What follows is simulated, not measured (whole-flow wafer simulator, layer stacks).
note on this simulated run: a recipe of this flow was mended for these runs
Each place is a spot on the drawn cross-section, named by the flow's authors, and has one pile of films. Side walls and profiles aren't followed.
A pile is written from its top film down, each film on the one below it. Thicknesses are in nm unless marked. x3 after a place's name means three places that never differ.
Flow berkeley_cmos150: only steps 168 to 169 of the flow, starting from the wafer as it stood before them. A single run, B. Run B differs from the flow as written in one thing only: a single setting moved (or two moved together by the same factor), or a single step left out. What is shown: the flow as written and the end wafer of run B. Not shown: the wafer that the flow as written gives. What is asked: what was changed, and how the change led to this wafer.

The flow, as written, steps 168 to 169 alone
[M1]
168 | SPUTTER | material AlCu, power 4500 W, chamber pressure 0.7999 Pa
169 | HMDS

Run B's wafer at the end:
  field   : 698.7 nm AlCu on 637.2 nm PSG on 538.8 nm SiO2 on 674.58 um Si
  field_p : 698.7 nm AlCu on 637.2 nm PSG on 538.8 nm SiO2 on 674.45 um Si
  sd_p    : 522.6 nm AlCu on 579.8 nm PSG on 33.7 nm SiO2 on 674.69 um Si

Cause: step 168, SPUTTER: power 5040 W was run, though the flow has power 4500 W.

The path from the change to this, step by step:
  168 | SPUTTER | material AlCu, power 4500 W, chamber pressure 0.7999 Pa
      field, sd_n, gate_n, gate_p, m1: AlCu gains 698.7 (new film) (as written it would have been: AlCu gains 626.1 (new film))
      field_p: AlCu gains 698.7 (new film) (as written it would have been: AlCu gains 619.8 (new film))
      (and at 2 other places as well)
